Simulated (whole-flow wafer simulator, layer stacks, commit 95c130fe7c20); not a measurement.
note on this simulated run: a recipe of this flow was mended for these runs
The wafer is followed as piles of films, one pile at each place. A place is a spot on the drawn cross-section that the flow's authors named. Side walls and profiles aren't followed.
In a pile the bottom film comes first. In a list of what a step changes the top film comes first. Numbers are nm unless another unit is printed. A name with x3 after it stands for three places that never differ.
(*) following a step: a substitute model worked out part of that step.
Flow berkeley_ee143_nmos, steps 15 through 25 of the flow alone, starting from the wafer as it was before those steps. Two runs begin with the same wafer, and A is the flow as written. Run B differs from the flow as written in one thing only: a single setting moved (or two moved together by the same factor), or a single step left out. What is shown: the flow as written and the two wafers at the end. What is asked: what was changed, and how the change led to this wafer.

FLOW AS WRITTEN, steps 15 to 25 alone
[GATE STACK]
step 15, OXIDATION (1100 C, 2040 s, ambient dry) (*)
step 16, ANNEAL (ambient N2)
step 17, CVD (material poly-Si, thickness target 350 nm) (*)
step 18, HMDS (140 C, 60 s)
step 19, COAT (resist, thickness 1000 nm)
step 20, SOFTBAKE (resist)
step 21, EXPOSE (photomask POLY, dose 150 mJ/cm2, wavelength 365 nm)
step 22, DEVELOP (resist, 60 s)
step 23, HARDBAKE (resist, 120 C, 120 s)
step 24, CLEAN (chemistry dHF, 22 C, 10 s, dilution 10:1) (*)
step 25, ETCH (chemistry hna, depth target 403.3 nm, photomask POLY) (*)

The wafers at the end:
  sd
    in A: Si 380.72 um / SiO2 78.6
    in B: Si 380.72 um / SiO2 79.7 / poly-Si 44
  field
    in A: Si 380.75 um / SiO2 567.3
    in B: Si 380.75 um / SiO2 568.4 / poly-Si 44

The reason: step 25, ETCH: depth target 306 nm was run, while the flow as written has depth target 403.3 nm.

Step by step, how the change led to this:
  step 25, ETCH (chemistry hna, depth target 403.3 nm, photomask POLY) (*)
      sd, contact, field: A -350 poly-Si (all of it), -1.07 SiO2 | B -306 poly-Si
